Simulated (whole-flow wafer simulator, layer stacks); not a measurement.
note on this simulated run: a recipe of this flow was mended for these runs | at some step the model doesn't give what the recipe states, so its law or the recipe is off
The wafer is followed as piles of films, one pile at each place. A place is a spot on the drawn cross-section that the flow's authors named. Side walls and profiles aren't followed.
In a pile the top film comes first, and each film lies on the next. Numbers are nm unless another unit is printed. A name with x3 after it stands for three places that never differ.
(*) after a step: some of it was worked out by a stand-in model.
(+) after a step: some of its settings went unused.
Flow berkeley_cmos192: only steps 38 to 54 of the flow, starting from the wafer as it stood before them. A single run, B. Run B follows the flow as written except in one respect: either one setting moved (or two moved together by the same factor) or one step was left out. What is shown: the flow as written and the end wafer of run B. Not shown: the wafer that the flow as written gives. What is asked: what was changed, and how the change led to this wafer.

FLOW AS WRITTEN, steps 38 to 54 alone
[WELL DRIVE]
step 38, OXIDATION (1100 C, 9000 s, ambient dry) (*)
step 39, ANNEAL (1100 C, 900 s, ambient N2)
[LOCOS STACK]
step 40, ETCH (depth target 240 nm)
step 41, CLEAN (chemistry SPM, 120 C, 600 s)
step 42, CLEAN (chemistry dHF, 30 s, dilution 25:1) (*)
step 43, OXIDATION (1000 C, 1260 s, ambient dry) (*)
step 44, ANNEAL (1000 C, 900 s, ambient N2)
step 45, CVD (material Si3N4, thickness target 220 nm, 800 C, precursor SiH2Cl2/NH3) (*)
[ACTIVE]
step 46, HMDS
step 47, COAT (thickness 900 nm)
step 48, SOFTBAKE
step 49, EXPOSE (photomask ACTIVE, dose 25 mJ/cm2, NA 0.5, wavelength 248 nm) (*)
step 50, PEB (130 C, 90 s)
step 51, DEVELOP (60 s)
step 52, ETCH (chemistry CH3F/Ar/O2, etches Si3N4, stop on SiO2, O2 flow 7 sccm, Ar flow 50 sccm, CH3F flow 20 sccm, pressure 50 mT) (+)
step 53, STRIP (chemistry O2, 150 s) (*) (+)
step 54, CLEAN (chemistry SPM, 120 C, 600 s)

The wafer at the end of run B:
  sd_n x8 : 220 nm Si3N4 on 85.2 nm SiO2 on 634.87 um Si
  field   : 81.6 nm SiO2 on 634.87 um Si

Cause: step 40, ETCH: depth target 120 nm was run, whereas the flow has depth target 240 nm.

Step by step, how the change led to this:
  step 40, ETCH (depth target 240 nm)
      field, sd_n x8: SiO2 loses 120 (it would be, as written: SiO2 loses 197.6 (all of it))
  step 41, CLEAN (chemistry SPM, 120 C, 600 s)
      field, sd_n x8: nothing (it would be, as written: chemical SiO2 gains 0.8 (new film), Si loses 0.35)
  step 42, CLEAN (chemistry dHF, 30 s, dilution 25:1) (*)
      field, sd_n x8: SiO2 loses 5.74 (it would be, as written: chemical SiO2 loses 0.8 (all of it))
  step 43, OXIDATION (1000 C, 1260 s, ambient dry) (*)
      field, sd_n x8: SiO2 gains 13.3, Si loses 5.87 (it would be, as written: SiO2 gains 26.6 (new film), Si loses 11.7)
